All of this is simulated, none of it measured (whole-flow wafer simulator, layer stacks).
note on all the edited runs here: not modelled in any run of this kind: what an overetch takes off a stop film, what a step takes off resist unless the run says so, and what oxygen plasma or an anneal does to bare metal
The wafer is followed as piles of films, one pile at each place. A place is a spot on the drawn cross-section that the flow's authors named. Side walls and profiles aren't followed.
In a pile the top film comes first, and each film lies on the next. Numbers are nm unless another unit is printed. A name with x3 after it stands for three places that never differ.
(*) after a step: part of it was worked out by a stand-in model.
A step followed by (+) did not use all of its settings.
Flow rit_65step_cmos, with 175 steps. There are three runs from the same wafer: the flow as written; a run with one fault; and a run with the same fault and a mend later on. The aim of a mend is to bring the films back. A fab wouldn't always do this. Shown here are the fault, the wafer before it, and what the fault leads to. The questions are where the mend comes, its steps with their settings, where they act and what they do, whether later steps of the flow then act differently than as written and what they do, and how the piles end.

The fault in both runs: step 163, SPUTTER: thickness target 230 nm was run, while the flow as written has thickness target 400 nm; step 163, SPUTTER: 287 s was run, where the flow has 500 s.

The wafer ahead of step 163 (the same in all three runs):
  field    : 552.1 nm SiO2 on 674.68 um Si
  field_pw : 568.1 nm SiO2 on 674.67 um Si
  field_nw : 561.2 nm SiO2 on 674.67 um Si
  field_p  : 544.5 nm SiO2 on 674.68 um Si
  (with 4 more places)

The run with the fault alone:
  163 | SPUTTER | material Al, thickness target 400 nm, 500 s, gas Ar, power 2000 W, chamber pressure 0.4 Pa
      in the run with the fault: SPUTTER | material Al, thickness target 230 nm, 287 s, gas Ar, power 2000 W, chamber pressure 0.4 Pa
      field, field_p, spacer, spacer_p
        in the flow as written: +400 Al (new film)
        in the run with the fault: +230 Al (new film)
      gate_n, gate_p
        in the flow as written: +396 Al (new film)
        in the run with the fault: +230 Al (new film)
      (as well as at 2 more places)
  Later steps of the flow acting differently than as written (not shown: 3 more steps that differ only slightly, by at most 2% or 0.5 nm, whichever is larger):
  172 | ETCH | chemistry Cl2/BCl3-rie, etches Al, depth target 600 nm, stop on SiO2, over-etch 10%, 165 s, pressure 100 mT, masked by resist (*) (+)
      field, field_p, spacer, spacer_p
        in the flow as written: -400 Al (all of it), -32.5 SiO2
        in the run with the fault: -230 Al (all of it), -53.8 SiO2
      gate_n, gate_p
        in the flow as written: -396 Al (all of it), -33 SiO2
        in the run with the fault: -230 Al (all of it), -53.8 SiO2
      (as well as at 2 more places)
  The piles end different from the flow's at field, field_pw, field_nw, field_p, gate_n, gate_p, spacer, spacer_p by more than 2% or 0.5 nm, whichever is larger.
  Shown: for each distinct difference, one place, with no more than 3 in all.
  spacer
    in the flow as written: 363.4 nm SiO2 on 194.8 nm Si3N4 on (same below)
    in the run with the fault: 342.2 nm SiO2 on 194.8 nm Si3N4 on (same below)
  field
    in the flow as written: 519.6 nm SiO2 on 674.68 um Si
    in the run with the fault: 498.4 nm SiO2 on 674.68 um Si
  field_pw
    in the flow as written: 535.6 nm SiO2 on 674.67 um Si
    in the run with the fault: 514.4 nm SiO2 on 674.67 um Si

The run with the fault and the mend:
  After step 164 comes the mend.
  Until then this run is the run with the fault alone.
  164a | ETCH | chemistry al pan, depth target 265.3 nm
      field, field_p, gate_n, gate_p, spacer, spacer_p
        -230 Al (all of it)
      field_pw
        -229.9 Al (all of it)
      field_nw
        -229.8 Al (all of it)
  164b | SPUTTER | material Al, thickness target 400 nm, 500 s, gas Ar, power 2000 W, chamber pressure 0.4 Pa (the flow's step 163, run once more)
      field, field_pw, field_p, spacer, spacer_p
        +400 Al (new film)
      gate_n, gate_p
        +396 Al (new film)
      field_nw
        +397.2 Al (new film)
  Every later step of the flow that is run acts as written at every place that is followed.
  At every place that both follow, the piles at the end match the flow's.
